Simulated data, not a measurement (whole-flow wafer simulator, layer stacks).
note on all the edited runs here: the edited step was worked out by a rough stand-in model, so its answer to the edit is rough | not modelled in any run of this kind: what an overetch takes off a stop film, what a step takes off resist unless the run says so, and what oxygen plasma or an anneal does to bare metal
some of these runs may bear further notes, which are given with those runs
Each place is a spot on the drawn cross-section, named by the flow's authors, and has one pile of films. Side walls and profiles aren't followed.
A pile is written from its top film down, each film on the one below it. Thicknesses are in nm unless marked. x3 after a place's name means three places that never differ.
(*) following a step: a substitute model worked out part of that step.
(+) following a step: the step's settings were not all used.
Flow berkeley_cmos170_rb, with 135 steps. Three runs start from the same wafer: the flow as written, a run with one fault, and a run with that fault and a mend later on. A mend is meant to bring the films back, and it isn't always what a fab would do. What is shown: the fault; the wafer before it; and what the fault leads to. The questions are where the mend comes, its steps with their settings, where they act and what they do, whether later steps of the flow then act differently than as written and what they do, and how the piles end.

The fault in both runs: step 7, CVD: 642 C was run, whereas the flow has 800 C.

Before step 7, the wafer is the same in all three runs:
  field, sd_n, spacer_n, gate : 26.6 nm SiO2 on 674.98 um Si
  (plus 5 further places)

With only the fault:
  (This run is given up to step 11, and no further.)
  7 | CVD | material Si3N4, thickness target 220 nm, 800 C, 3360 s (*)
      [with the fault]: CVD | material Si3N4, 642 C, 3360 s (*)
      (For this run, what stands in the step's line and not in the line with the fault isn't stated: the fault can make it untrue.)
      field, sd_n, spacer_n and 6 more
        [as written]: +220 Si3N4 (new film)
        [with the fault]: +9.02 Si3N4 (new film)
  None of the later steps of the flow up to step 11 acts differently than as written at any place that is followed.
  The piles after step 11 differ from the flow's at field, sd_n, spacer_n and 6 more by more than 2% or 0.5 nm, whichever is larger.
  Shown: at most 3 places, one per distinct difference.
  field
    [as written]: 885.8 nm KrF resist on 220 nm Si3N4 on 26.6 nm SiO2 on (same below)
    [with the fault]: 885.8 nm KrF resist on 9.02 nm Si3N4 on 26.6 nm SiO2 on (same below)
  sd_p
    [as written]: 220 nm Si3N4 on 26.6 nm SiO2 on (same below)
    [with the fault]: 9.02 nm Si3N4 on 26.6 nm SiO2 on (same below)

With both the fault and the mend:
  The mend follows step 11.
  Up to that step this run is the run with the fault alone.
  11a | STRIP (*) (+)
      field, sd_n, spacer_n, gate, contact, m1
        -885.8 KrF resist (all of it)
  11b | CLEAN (*) (the flow's step 1, run once more)
      leaves every film unchanged at each place that is followed
  11c | CVD | material Si3N4, thickness target 211 nm, 800 C, 3222 s (*) (the flow's step 7, run once more with other settings)
      field, sd_n, spacer_n and 6 more
        +211 Si3N4
  11d | COAT | KrF resist, thickness 900 nm (the flow's step 8, run once more)
      field, sd_n, spacer_n and 6 more
        +900 KrF resist (new film)
  11e | EXPOSE | photomask NWELL (the flow's step 9, run once more)
      leaves every film unchanged at each place that is followed
  11f | PEB | 130 C, 60 s (*) (the flow's step 10, run once more)
      leaves every film unchanged at each place that is followed
  11g | DEVELOP | developer developer-D-0.26N, 45 s (the flow's step 11, run once more)
      field, sd_n, spacer_n, gate, contact, m1
        -14.2 KrF resist
      sd_p, spacer_p, gate_p
        -900 KrF resist (all of it)
  None of the later steps of the flow acts differently than as written at any place that is followed.
  At every place that both follow, the piles at the end match the flow's.
